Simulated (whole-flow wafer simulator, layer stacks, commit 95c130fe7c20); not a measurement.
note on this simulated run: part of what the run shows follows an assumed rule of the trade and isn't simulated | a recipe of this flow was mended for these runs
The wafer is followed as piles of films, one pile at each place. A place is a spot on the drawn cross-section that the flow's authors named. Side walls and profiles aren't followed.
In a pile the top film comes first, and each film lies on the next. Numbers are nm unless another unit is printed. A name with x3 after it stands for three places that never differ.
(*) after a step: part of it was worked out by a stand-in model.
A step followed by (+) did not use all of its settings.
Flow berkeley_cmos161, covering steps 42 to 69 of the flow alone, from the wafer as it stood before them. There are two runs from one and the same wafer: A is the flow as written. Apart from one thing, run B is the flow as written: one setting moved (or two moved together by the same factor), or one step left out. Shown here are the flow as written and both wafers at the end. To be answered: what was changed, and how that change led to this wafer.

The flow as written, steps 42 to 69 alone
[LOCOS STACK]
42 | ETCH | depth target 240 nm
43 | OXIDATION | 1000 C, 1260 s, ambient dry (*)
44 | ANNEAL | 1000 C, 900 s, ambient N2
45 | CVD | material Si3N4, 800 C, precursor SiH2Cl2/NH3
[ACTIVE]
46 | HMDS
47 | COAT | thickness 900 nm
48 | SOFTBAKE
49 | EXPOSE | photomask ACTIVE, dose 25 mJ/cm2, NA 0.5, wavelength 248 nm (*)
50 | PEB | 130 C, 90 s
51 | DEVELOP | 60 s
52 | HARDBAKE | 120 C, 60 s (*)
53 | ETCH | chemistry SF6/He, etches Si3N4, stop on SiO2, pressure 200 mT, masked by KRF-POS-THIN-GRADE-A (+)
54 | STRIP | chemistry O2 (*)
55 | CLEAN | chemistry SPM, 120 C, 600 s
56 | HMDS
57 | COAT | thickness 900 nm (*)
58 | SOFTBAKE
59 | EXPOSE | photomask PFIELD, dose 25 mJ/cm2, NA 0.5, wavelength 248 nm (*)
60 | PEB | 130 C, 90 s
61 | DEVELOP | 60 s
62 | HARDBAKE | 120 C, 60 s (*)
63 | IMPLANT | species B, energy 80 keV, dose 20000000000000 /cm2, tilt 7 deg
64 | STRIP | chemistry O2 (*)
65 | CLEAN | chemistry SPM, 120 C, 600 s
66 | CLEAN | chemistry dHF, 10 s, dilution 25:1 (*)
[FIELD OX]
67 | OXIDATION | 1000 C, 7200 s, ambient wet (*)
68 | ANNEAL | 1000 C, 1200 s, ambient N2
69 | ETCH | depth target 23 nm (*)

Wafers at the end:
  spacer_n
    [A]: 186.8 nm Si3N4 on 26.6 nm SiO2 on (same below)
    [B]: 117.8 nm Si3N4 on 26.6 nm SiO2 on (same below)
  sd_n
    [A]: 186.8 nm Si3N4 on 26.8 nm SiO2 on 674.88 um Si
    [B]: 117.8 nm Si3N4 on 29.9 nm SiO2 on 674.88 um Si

Cause: step 45, CVD: 765 C was run, while the flow as written has 800 C.

Step by step, how the change led to this:
  45 | CVD | material Si3N4, 800 C, precursor SiH2Cl2/NH3
      field, sd_n, spacer_n and 6 more: A +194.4 Si3N4 (new film) | B +125.5 Si3N4 (new film)
  53 | ETCH | chemistry SF6/He, etches Si3N4, stop on SiO2, pressure 200 mT, masked by KRF-POS-THIN-GRADE-A (+)
      sd_n, spacer_n, gate_n, sd_p, spacer_p, gate_p, contact, m1: A -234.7 KrF-resist | B -159.8 KrF-resist
      field: A -194.4 Si3N4 (all of it), -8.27 SiO2 | B -125.5 Si3N4 (all of it), -8.27 SiO2
  54 | STRIP | chemistry O2 (*)
      sd_n, spacer_n, gate_n, sd_p, spacer_p, gate_p, contact, m1: A -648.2 KrF-resist (all of it) | B -723.2 KrF-resist (all of it)
  57 | COAT | thickness 900 nm (*)
      sd_n: A +796.1 KrF-resist (new film) | B +831.2 KrF-resist (new film)
      spacer_n: A +826.1 KrF-resist (new film) | B +850.5 KrF-resist (new film)
      (and at 6 other places as well)
  64 | STRIP | chemistry O2 (*)
      sd_n: A -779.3 KrF-resist (all of it) | B -814.3 KrF-resist (all of it)
      spacer_n: A -809.2 KrF-resist (all of it) | B -833.6 KrF-resist (all of it)
      (and at 6 other places as well)
  67 | OXIDATION | 1000 C, 7200 s, ambient wet (*)
      sd_n, sd_p: A +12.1 SiO2 (new film), -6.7 Si3N4, +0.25 SiO2, -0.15 Si | B +12.1 SiO2 (new film), -6.7 Si3N4, +3.31 SiO2, -1.44 Si
